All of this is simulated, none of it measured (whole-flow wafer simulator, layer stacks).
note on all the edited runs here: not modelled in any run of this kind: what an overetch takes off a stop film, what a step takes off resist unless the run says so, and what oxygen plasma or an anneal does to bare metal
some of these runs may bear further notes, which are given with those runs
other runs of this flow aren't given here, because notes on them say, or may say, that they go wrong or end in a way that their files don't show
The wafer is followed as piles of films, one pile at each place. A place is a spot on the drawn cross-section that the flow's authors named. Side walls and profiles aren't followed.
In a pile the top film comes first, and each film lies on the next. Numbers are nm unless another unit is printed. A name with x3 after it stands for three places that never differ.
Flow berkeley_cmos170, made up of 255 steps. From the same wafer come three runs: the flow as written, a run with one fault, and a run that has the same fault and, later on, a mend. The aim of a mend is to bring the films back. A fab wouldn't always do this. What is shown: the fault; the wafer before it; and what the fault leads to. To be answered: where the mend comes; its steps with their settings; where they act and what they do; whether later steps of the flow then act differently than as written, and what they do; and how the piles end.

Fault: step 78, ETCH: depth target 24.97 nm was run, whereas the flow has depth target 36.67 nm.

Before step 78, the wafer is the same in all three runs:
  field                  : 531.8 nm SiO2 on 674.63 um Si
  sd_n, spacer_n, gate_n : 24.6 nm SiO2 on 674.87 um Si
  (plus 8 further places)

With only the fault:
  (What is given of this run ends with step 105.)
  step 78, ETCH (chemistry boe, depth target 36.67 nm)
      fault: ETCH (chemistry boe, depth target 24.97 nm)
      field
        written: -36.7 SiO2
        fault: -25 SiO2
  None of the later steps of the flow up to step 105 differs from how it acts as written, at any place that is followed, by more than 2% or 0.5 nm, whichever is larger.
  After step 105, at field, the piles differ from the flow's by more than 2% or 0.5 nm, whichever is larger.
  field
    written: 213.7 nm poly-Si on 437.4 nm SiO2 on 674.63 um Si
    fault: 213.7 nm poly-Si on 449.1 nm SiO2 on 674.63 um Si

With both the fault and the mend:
  The mend follows step 78.
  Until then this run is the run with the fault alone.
  step 78a, ETCH (chemistry boe, depth target 11.7 nm) (a further turn of the flow's step 78, with different settings)
      field
        -11.7 SiO2
  None of the later steps of the flow differs from how it acts as written, at any place that is followed, by more than 2% or 0.5 nm, whichever is larger.
  The piles end the same as the flow's at every place that both follow.
